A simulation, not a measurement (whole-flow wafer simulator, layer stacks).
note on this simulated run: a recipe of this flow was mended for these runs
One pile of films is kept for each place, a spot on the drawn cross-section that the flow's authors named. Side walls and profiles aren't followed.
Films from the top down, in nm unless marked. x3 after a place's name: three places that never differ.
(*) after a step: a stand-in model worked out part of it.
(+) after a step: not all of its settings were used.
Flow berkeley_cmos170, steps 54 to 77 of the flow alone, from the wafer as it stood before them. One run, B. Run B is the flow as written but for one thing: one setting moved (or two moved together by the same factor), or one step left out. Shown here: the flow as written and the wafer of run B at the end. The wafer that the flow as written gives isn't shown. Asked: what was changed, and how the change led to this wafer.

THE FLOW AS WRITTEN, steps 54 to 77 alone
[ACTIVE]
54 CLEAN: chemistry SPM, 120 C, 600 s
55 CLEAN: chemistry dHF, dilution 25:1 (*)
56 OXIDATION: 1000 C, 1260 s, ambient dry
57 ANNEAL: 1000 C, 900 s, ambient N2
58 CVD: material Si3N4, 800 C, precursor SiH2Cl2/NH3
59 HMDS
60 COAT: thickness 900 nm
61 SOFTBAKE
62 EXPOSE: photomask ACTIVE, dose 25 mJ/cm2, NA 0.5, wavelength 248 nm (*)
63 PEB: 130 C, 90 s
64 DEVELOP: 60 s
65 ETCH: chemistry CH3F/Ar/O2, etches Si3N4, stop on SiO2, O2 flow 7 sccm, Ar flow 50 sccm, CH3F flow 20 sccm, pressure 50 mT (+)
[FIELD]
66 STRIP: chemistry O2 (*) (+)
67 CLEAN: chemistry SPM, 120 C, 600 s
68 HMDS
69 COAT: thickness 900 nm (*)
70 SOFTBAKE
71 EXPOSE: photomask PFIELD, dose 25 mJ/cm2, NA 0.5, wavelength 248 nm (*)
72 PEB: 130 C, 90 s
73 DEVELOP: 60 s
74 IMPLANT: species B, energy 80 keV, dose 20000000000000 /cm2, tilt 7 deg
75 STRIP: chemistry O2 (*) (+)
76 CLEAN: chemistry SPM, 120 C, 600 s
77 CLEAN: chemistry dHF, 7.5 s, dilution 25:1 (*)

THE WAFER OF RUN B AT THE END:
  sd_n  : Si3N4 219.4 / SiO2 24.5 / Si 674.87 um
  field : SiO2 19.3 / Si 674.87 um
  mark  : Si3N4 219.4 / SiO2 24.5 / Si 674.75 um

The cause: step 56, OXIDATION: 992 C was run, where the flow has 1000 C.

How the change led to this, step by step:
  56 OXIDATION: 1000 C, 1260 s, ambient dry
      field, mark, sd_n and 10 more: SiO2 +24.5 (new film), Si -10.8 (as written it would be: SiO2 +26.6 (new film), Si -11.7)
